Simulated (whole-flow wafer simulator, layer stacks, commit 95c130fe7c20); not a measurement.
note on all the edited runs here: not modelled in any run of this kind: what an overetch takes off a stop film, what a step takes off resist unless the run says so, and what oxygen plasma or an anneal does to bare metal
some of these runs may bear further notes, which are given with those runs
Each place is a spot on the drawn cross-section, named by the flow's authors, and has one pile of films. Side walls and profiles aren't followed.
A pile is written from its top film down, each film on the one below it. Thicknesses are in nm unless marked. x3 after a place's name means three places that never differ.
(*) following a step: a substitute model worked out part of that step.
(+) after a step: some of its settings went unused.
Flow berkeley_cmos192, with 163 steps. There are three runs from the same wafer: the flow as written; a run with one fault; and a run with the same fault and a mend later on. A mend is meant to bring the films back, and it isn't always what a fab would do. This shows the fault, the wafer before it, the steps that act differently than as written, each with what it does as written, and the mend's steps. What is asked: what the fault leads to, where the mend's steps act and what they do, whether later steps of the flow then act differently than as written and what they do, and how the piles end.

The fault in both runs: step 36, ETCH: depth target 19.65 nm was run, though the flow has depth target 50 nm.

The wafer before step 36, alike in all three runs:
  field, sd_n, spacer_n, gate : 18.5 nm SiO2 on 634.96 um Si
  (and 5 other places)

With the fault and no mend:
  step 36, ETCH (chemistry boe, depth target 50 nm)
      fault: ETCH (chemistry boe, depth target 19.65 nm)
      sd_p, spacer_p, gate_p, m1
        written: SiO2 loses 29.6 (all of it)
        fault: SiO2 loses 19.6
  Steps later in the flow that act otherwise than as written (45 more steps, not shown, differ only slightly: by at most 2% or 0.5 nm, whichever is larger):
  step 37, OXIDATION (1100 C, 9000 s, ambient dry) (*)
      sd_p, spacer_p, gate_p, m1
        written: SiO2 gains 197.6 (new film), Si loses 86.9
        fault: SiO2 gains 189.7, Si loses 83.5
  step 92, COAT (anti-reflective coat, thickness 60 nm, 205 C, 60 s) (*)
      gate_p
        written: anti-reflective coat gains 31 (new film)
        fault: anti-reflective coat gains 31.7 (new film)
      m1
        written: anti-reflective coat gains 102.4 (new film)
        fault: anti-reflective coat gains 99.7 (new film)
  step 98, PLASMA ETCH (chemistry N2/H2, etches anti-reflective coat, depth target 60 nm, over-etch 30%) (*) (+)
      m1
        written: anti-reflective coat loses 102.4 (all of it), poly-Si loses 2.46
        fault: anti-reflective coat loses 99.7 (all of it), poly-Si loses 2.52
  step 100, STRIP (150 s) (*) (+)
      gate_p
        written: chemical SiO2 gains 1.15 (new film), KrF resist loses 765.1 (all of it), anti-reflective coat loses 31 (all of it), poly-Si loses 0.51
        fault: chemical SiO2 gains 1.15 (new film), KrF resist loses 762.9 (all of it), anti-reflective coat loses 31.7 (all of it), poly-Si loses 0.51
  When the end is reached, the piles differ only a little from the flow's at the places that both follow, at most by 2% or 0.5 nm, whichever is larger.

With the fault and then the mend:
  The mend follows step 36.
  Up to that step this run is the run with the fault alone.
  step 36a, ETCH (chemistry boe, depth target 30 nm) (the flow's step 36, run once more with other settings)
      sd_p, spacer_p, gate_p, m1
        SiO2 loses 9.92 (all of it)
  Every later step of the flow that is run acts as written at every place that is followed.
  The piles end the same as the flow's at every place that both follow.
